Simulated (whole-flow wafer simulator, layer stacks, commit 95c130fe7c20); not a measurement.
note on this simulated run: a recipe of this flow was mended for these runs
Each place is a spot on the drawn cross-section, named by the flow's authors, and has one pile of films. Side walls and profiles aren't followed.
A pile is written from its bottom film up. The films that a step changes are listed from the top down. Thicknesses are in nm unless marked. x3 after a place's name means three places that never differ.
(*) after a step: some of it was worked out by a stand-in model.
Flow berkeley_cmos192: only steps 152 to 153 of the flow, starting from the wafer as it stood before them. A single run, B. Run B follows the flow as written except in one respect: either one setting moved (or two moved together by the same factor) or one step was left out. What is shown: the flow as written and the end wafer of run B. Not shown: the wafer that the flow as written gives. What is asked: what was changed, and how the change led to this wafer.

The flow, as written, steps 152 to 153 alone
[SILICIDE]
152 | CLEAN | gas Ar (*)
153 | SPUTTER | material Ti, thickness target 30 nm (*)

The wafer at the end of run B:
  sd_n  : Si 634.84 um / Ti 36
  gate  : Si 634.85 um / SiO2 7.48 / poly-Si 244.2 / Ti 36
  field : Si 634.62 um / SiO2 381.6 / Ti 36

Cause: step 153, SPUTTER: thickness target 36 nm was run, though the flow has thickness target 30 nm.
The wafer lets one read it off: sd_n has Ti 36, and step 153 as written asks for 30 nm.

How this came from the change, step by step:
  153 | SPUTTER | material Ti, thickness target 30 nm (*)
      field, sd_n, spacer_n, gate, spacer_p, gate_p, contact x2: Ti gains 36 (new film) (in the flow as written it would be: Ti gains 30 (new film))
      sd_p: Ti gains 33.9 (new film) (in the flow as written it would be: Ti gains 28.2 (new film))
